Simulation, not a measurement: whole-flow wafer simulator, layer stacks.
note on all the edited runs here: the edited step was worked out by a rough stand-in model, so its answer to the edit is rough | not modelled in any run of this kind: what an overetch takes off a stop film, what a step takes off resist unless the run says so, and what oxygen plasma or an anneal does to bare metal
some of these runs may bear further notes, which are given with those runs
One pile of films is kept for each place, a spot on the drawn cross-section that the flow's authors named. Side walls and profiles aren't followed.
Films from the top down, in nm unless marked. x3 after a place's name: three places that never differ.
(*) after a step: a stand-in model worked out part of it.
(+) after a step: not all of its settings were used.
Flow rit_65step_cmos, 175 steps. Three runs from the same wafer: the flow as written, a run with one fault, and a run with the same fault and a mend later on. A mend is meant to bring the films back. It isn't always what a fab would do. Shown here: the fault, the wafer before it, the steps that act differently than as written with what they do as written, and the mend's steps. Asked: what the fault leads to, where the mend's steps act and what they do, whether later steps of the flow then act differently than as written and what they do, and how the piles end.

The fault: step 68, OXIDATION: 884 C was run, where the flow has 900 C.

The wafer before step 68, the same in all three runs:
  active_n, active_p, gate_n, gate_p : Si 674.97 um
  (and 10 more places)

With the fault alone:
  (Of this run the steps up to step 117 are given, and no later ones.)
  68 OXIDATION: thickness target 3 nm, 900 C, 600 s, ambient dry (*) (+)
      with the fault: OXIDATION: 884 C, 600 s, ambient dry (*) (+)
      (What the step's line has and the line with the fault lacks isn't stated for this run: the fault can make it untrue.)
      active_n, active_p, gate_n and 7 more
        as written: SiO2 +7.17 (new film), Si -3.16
        with the fault: SiO2 +3 (new film), Si -1.32
  Later steps of the flow that act differently than as written (14 more steps differ only slightly, by at most 2% or 0.5 nm, whichever is larger, and aren't shown):
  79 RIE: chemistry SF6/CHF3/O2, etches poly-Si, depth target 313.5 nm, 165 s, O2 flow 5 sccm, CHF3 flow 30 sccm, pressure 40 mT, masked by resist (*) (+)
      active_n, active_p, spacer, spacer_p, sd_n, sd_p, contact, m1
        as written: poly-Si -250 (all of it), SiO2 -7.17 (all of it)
        with the fault: poly-Si -250 (all of it), SiO2 -3 (all of it)
  After step 117 the piles differ from the flow's by more than 2% or 0.5 nm, whichever is larger, at gate_n, gate_p.
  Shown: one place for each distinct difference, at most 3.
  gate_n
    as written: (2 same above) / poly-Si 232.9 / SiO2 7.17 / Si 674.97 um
    with the fault: (2 same above) / poly-Si 232.9 / SiO2 3 / Si 674.97 um

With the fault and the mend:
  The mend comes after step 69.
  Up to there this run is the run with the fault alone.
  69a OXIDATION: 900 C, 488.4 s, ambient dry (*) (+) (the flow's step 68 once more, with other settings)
      active_n, active_p, gate_n and 7 more
        SiO2 +4, Si -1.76
  No later step of the flow acts differently than as written, at any place that is followed, by more than 2% or 0.5 nm, whichever is larger.
  At the end the piles differ from the flow's only slightly at the places that both follow, by at most 2% or 0.5 nm, whichever is larger.
